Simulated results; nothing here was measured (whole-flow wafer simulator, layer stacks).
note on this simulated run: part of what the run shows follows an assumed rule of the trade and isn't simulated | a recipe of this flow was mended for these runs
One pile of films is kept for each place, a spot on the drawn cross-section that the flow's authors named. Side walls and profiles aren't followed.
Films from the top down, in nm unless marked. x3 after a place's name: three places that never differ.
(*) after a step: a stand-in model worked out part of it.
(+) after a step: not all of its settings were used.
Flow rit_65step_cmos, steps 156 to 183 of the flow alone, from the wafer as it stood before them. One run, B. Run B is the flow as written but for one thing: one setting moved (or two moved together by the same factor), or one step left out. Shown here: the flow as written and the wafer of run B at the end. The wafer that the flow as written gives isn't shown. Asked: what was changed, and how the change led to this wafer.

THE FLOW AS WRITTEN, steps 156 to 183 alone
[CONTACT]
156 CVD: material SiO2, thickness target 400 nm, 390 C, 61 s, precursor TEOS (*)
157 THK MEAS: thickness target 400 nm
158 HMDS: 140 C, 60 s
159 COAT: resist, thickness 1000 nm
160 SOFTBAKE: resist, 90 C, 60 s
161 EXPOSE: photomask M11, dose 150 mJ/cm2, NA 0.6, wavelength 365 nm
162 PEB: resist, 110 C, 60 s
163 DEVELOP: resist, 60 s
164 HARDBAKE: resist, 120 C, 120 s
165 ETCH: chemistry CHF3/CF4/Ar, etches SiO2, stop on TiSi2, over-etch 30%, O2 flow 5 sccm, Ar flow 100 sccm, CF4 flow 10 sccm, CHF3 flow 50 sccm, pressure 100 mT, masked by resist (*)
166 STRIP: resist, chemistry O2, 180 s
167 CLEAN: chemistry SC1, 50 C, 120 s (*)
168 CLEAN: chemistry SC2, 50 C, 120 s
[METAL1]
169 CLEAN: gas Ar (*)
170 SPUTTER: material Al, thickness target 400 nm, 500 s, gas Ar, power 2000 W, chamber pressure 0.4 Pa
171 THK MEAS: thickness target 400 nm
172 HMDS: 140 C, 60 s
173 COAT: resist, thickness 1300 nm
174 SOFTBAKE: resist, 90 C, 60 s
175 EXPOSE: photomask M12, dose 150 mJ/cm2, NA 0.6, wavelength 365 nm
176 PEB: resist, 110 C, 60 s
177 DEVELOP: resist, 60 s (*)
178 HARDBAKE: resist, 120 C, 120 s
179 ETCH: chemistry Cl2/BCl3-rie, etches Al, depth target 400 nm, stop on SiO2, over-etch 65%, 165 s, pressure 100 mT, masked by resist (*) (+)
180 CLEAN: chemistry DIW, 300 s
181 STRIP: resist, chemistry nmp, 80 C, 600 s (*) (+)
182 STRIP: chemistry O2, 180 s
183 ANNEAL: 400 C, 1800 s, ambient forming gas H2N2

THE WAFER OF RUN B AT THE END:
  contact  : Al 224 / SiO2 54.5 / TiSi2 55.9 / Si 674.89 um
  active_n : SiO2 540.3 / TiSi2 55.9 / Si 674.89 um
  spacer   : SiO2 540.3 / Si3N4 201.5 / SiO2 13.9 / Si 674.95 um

The cause: step 156, CVD: thickness target 580 nm was run, where the flow has thickness target 400 nm; step 156, CVD: 88 s was run, where the flow has 61 s.

How the change led to this, step by step:
  156 CVD: material SiO2, thickness target 400 nm, 390 C, 61 s, precursor TEOS (*)
      active_n, active_p, gate_n and 7 more: SiO2 +580 (new film) (as written it would be: SiO2 +400 (new film))
      field, field_pw, field_nw, field_p: SiO2 +580 (as written it would be: SiO2 +400)
  165 ETCH: chemistry CHF3/CF4/Ar, etches SiO2, stop on TiSi2, over-etch 30%, O2 flow 5 sccm, Ar flow 100 sccm, CF4 flow 10 sccm, CHF3 flow 50 sccm, pressure 100 mT, masked by resist (*)
      contact: SiO2 -520 (as written it would be: SiO2 -400 (all of it), TiSi2 -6)
  169 CLEAN: gas Ar (*)
      contact: SiO2 -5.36 (as written it would be: TiSi2 -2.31)
  170 SPUTTER: material Al, thickness target 400 nm, 500 s, gas Ar, power 2000 W, chamber pressure 0.4 Pa
      contact: Al +224 (new film) (as written it would be: Al +255.4 (new film))
  173 COAT: resist, thickness 1300 nm
      contact: resist +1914 (new film) (as written it would be: resist +1785.1 (new film))
  176 PEB: resist, 110 C, 60 s
      contact: resist -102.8 (as written it would be: resist -95.5)
  178 HARDBAKE: resist, 120 C, 120 s
      contact: resist -67.2 (as written it would be: resist -62.1)
  181 STRIP: resist, chemistry nmp, 80 C, 600 s (*) (+)
      contact: resist -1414 (all of it) (as written it would be: resist -1297.5 (all of it))
